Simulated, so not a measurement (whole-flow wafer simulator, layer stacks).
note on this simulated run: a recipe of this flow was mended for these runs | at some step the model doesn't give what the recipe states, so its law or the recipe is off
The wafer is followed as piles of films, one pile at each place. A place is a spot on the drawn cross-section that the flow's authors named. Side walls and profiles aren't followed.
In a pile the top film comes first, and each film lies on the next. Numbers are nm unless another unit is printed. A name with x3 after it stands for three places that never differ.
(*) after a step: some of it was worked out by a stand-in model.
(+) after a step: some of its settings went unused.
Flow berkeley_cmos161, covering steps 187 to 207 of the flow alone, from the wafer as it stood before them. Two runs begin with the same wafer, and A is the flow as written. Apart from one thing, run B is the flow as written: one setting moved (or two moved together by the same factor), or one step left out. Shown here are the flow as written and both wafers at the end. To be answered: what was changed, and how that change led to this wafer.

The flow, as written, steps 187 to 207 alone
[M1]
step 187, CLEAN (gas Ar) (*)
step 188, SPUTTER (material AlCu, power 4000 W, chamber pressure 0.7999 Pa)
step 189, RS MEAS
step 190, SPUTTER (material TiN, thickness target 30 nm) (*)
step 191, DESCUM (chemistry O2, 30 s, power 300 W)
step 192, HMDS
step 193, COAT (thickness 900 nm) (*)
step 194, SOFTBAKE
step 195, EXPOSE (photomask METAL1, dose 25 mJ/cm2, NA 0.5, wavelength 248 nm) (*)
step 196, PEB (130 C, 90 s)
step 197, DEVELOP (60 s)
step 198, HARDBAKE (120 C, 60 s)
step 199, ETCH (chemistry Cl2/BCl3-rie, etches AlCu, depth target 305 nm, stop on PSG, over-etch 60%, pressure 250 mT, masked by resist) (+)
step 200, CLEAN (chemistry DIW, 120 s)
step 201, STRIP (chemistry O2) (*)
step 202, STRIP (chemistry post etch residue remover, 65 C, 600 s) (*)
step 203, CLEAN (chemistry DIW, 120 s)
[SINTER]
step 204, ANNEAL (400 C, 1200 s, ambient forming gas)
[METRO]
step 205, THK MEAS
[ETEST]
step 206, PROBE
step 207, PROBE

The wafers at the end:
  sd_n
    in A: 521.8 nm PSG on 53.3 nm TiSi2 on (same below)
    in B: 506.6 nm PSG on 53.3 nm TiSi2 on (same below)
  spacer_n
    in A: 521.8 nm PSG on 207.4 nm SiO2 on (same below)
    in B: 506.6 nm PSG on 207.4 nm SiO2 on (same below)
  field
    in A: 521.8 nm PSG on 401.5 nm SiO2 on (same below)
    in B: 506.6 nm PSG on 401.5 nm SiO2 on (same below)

Cause: step 188, SPUTTER: power 2200 W was run, while the flow as written has power 4000 W.

How this came from the change, step by step:
  step 188, SPUTTER (material AlCu, power 4000 W, chamber pressure 0.7999 Pa)
      field, sd_n, spacer_n, gate_n, spacer_p, gate_p, m1: A AlCu gains 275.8 (new film) | B AlCu gains 154.1 (new film)
      sd_p: A AlCu gains 235.4 (new film) | B AlCu gains 131.4 (new film)
      (and at 1 other place as well)
  step 190, SPUTTER (material TiN, thickness target 30 nm) (*)
      contact: A TiN gains 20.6 (new film) | B TiN gains 21.8 (new film)
  step 193, COAT (thickness 900 nm) (*)
      contact: A KrF-resist gains 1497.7 (new film) | B KrF-resist gains 1461.9 (new film)
  step 198, HARDBAKE (120 C, 60 s)
      contact: A KrF-resist loses 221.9 | B KrF-resist loses 216.5
  step 199, ETCH (chemistry Cl2/BCl3-rie, etches AlCu, depth target 305 nm, stop on PSG, over-etch 60%, pressure 250 mT, masked by resist) (+)
      field, sd_n, spacer_n, gate_n, spacer_p, gate_p: A TiN loses 30 (all of it), AlCu loses 275.8 (all of it), PSG loses 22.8 | B TiN loses 30 (all of it), AlCu loses 154.1 (all of it), PSG loses 38
      sd_p: A TiN loses 26.1 (all of it), AlCu loses 235.4 (all of it), PSG loses 28.3 | B TiN loses 26.3 (all of it), AlCu loses 131.4 (all of it), PSG loses 41.3
  step 201, STRIP (chemistry O2) (*)
      contact: A KrF-resist loses 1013 (all of it) | B KrF-resist loses 982.6 (all of it)
